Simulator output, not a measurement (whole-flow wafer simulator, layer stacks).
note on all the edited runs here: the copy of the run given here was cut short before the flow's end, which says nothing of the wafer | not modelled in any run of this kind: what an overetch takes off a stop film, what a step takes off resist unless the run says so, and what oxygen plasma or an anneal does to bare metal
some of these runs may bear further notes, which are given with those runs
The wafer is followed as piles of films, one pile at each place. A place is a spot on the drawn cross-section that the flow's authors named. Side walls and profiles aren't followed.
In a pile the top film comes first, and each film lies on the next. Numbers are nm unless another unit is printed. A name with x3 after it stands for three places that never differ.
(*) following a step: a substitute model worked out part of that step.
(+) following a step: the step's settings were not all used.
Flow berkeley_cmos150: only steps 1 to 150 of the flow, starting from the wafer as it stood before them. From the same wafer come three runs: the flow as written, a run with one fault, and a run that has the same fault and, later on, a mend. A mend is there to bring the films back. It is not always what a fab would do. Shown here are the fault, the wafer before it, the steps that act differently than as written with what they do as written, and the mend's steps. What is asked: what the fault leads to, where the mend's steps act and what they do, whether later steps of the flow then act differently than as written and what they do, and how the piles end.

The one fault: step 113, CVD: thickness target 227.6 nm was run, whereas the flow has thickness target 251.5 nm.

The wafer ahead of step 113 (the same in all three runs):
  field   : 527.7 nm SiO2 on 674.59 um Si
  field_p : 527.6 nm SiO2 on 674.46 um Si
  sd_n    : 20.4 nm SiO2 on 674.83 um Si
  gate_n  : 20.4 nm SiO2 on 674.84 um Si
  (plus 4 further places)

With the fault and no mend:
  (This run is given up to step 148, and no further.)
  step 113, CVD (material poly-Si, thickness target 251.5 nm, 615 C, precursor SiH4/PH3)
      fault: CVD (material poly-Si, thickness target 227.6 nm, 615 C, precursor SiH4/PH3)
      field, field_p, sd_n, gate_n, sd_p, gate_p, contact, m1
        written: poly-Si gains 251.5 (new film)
        fault: poly-Si gains 227.6 (new film)
  Later steps of the flow acting differently than as written (not shown: 15 more steps that differ only slightly, by at most 2% or 0.5 nm, whichever is larger):
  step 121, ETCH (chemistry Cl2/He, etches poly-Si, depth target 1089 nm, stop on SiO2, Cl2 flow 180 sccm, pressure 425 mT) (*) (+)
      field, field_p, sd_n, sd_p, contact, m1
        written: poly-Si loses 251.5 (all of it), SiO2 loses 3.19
        fault: poly-Si loses 227.6 (all of it), SiO2 loses 3.19
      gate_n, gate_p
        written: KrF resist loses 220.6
        fault: KrF resist loses 203.5
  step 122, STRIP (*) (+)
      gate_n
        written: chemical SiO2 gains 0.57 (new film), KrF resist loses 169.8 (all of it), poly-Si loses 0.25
        fault: chemical SiO2 gains 0.58 (new film), KrF resist loses 186.3 (all of it), poly-Si loses 0.26
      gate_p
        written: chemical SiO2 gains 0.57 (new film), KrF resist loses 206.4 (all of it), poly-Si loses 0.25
        fault: chemical SiO2 gains 0.58 (new film), KrF resist loses 222.7 (all of it), poly-Si loses 0.26
  After step 148, at gate_n, gate_p, the piles differ from the flow's by more than 2% or 0.5 nm, whichever is larger.
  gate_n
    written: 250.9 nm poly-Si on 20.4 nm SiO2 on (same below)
    fault: 227 nm poly-Si on 20.4 nm SiO2 on (same below)
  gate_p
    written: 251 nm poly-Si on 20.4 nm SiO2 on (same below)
    fault: 227.1 nm poly-Si on 20.4 nm SiO2 on (same below)

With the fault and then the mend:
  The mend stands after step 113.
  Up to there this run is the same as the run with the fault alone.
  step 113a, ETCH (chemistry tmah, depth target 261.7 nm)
      field, field_p, sd_n, gate_n, sd_p, gate_p, contact, m1
        poly-Si loses 227.6 (all of it)
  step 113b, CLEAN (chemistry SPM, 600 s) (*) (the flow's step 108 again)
      leaves every film unchanged at each place that is followed
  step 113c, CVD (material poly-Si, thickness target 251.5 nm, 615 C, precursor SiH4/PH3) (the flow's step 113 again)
      field, field_p, sd_n, gate_n, sd_p, gate_p, contact, m1
        poly-Si gains 251.5 (new film)
  None of the later steps of the flow acts differently than as written at any place that is followed.
  The piles end the same as the flow's at every place that both follow.
